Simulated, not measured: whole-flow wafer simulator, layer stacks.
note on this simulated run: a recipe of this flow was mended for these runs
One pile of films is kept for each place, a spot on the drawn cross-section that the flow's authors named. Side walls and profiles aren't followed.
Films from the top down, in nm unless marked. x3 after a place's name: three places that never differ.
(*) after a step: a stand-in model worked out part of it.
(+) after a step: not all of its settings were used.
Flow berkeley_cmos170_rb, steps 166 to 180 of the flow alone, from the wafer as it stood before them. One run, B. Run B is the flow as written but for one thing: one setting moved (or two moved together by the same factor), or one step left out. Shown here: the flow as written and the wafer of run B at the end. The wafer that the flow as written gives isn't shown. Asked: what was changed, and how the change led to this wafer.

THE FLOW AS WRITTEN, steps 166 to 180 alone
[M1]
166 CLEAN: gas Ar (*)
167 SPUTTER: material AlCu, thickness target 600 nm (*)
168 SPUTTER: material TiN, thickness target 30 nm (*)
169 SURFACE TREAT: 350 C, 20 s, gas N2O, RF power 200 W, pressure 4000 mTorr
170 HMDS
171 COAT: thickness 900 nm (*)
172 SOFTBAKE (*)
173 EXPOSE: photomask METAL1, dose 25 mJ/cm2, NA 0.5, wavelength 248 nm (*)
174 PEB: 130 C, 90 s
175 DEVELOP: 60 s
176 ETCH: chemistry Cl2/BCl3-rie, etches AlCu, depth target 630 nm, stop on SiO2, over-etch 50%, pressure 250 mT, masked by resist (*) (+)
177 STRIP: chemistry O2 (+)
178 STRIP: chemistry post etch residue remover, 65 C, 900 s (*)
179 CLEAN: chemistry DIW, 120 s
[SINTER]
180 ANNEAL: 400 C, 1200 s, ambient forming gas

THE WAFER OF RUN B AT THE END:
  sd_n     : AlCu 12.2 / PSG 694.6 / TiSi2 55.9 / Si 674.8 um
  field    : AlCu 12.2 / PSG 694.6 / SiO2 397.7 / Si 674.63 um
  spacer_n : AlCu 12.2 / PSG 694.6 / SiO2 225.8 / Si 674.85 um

The cause: step 167, SPUTTER: thickness target 930 nm was run, where the flow has thickness target 600 nm.

How the change led to this, step by step:
  167 SPUTTER: material AlCu, thickness target 600 nm (*)
      field, sd_n, spacer_n, gate, spacer_p, gate_p, m1: AlCu +930 (new film) (as written it would be: AlCu +600 (new film))
      sd_p: AlCu +869.9 (new film) (as written it would be: AlCu +549.6 (new film))
      (and at 1 more place)
  168 SPUTTER: material TiN, thickness target 30 nm (*)
      contact: TiN +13 (new film) (as written it would be: TiN +16.3 (new film))
  171 COAT: thickness 900 nm (*)
      contact: KrF-resist +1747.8 (new film) (as written it would be: KrF-resist +1612.7 (new film))
  176 ETCH: chemistry Cl2/BCl3-rie, etches AlCu, depth target 630 nm, stop on SiO2, over-etch 50%, pressure 250 mT, masked by resist (*) (+)
      field, sd_n, spacer_n, gate, spacer_p, gate_p: TiN -30 (all of it), AlCu -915 (as written it would be: TiN -30 (all of it), AlCu -600 (all of it), PSG -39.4)
      sd_p: TiN -25.7 (all of it), AlCu -869.9 (all of it), PSG -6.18 (as written it would be: TiN -25.8 (all of it), AlCu -549.6 (all of it), PSG -46.2)
  177 STRIP: chemistry O2 (+)
      contact: KrF-resist -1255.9 (all of it) (as written it would be: KrF-resist -1121.3 (all of it))
  178 STRIP: chemistry post etch residue remover, 65 C, 900 s (*)
      field, sd_n, spacer_n, gate, spacer_p, gate_p: AlCu -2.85 (as written it would be: nothing)
Counting metal films that touch as one body, sd_n has 1 body; the flow as written gives 0 bodies.
Counting metal films that touch as one body, field has 1 body; the flow as written gives 0 bodies.
Counting metal films that touch as one body, spacer_n has 1 body; the flow as written gives 0 bodies.
